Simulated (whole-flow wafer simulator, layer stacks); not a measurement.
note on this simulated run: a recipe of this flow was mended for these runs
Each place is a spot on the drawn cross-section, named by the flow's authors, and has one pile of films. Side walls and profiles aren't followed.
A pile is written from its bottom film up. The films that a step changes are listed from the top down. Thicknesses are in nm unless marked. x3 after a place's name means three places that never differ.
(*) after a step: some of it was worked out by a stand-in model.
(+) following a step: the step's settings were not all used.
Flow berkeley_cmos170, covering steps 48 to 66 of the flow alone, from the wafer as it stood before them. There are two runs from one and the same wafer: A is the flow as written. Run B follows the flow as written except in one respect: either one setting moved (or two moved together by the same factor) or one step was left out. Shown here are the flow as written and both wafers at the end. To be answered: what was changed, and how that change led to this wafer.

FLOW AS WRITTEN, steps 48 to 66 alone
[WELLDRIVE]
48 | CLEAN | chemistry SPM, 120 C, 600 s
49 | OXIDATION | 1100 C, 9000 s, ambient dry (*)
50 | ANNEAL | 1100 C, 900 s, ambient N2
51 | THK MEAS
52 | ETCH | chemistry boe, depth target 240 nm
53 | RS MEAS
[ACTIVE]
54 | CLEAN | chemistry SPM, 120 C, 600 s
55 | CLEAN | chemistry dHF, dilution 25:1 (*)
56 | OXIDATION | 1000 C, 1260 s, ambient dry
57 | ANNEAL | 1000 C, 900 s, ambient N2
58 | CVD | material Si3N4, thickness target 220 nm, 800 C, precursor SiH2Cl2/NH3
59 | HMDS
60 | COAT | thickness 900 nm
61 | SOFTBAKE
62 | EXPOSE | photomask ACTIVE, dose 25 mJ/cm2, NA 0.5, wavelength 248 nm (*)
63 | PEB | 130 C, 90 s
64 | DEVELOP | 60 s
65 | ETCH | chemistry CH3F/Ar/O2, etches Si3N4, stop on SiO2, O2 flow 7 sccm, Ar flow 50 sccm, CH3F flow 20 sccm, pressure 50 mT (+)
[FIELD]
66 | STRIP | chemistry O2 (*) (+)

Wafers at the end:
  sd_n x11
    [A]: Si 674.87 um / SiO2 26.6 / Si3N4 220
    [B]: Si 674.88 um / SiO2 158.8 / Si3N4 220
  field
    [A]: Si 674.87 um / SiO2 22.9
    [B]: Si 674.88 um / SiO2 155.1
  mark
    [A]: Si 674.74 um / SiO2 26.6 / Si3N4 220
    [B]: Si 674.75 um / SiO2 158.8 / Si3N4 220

Cause: step 52, ETCH: depth target 48 nm was run, whereas the flow has depth target 240 nm.

Step by step, how the change led to this:
  52 | ETCH | chemistry boe, depth target 240 nm
      field, mark, sd_n x11: A SiO2 loses 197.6 (all of it) | B SiO2 loses 48
  54 | CLEAN | chemistry SPM, 120 C, 600 s
      field, mark, sd_n x11: A chemical SiO2 gains 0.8 (new film), Si loses 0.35 | B nothing
  55 | CLEAN | chemistry dHF, dilution 25:1 (*)
      field, mark, sd_n x11: A chemical SiO2 loses 0.8 (all of it) | B nothing
  56 | OXIDATION | 1000 C, 1260 s, ambient dry
      field, mark, sd_n x11: A SiO2 gains 26.6 (new film), Si loses 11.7 | B SiO2 gains 9.13, Si loses 4.02
